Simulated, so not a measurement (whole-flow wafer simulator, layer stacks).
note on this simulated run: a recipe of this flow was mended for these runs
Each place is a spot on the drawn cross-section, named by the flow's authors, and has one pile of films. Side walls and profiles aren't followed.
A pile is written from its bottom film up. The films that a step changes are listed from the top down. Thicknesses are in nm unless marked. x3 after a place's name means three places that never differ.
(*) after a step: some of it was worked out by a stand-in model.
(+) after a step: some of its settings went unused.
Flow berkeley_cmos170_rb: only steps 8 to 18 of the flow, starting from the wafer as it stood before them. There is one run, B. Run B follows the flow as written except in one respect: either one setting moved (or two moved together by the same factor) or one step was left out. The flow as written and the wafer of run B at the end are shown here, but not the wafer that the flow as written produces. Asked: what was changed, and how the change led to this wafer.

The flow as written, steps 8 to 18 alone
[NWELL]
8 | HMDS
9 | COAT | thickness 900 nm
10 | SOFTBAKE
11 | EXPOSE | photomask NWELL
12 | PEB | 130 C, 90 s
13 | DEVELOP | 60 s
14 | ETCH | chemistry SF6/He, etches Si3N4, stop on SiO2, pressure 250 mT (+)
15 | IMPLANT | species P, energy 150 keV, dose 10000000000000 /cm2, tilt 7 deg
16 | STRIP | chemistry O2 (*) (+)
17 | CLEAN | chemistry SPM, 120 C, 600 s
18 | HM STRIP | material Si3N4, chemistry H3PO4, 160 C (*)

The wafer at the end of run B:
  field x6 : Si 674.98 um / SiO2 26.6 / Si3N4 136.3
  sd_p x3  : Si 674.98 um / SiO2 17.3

The reason: step 18, HM STRIP: 128 C was run, whereas the flow has 160 C.

The path from the change to this, step by step:
  18 | HM STRIP | material Si3N4, chemistry H3PO4, 160 C (*)
      field x6: -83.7 Si3N4 (in the flow as written it would be: -220 Si3N4 (all of it), -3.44 SiO2)
      sd_p x3: -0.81 SiO2 (in the flow as written it would be: -10.5 SiO2)
